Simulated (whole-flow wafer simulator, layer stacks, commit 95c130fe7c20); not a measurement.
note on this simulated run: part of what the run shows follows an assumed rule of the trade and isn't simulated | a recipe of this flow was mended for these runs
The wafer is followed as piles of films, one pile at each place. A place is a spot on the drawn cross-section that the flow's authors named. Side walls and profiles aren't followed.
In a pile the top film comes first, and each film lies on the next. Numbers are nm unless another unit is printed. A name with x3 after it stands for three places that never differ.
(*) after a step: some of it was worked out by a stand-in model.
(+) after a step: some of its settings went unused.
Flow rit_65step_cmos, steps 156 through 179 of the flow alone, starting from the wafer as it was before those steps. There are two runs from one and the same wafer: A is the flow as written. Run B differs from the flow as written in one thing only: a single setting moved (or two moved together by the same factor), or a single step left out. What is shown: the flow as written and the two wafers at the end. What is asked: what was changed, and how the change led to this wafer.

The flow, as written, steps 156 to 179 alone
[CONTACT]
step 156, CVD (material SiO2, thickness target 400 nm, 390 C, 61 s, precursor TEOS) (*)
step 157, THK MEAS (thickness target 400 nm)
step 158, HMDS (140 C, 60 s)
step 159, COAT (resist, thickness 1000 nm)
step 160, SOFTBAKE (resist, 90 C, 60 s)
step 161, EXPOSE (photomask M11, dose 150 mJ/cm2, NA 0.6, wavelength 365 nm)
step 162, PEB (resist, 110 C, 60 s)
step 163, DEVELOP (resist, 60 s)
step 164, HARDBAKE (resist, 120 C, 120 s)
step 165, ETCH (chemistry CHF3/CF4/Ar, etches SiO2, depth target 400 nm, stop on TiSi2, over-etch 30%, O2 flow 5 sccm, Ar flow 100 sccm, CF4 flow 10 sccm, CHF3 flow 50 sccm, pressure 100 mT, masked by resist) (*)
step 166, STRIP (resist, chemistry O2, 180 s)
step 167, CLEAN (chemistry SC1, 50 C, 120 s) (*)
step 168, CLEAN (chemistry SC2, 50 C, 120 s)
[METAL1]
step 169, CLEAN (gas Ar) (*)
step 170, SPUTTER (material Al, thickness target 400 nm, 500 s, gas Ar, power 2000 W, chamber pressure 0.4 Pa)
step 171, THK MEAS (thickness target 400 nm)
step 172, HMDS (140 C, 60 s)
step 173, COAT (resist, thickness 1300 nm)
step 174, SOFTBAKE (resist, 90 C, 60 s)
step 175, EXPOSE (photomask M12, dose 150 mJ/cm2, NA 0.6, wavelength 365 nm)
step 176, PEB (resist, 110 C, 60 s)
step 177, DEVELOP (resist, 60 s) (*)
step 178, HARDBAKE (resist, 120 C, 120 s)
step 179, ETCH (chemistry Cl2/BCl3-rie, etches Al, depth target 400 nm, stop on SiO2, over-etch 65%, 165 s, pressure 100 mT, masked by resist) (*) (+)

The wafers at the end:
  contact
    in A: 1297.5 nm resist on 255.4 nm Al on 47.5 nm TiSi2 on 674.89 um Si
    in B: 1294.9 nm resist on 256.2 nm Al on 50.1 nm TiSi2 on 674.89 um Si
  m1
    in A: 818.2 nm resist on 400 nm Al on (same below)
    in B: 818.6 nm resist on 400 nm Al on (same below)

The reason: step 165, ETCH: depth target 360 nm was run, whereas the flow has depth target 400 nm.

The path from the change to this, step by step:
  step 165, ETCH (chemistry CHF3/CF4/Ar, etches SiO2, depth target 400 nm, stop on TiSi2, over-etch 30%, O2 flow 5 sccm, Ar flow 100 sccm, CF4 flow 10 sccm, CHF3 flow 50 sccm, pressure 100 mT, masked by resist) (*)
      field, field_pw, field_nw and 10 more: A -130 resist | B -117 resist
      contact: A -400 SiO2 (all of it), -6 TiSi2 | B -400 SiO2 (all of it), -3.4 TiSi2
  step 166, STRIP (resist, chemistry O2, 180 s)
      gate_n: A -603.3 resist (all of it) | B -616.3 resist (all of it)
      gate_p: A -603.2 resist (all of it) | B -616.2 resist (all of it)
      (and at 2 other places as well)
